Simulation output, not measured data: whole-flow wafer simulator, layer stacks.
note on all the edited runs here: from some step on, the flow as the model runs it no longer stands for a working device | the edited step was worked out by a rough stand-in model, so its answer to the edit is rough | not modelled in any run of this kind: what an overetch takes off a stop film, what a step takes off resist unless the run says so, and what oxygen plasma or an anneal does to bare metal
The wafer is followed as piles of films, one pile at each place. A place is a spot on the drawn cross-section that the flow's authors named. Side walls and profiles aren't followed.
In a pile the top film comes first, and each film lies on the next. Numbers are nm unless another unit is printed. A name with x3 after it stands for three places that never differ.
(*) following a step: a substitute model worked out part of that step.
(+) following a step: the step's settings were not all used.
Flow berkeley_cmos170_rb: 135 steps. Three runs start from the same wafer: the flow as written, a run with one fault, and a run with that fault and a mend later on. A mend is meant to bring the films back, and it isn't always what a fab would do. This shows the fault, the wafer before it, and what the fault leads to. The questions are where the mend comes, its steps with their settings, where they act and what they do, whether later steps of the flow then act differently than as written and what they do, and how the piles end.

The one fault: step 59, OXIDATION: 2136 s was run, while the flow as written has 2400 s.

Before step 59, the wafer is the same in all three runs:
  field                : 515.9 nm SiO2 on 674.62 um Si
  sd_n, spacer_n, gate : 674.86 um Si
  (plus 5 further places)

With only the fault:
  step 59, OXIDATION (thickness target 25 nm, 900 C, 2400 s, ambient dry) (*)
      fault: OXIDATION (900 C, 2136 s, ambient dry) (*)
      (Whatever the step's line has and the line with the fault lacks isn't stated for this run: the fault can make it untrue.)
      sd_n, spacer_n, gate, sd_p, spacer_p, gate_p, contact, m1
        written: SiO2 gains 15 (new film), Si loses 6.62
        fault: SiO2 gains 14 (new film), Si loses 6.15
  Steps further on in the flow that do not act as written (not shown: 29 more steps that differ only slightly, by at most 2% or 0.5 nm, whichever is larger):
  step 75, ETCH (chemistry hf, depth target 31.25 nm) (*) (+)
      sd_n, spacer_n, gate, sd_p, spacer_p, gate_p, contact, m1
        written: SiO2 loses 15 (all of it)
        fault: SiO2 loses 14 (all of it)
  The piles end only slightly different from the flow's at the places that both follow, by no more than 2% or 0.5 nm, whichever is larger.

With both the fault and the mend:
  The mend follows step 60.
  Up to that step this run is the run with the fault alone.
  step 60a, OXIDATION (900 C, 264 s, ambient dry) (*) (a further turn of the flow's step 59, with different settings)
      sd_n, spacer_n, gate, sd_p, spacer_p, gate_p, contact, m1
        SiO2 gains 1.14, Si loses 0.5
      field
        SiO2 gains 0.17, Si loses 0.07
  None of the later steps of the flow differs from how it acts as written, at any place that is followed, by more than 2% or 0.5 nm, whichever is larger.
  The piles end only slightly different from the flow's at the places that both follow, by no more than 2% or 0.5 nm, whichever is larger.
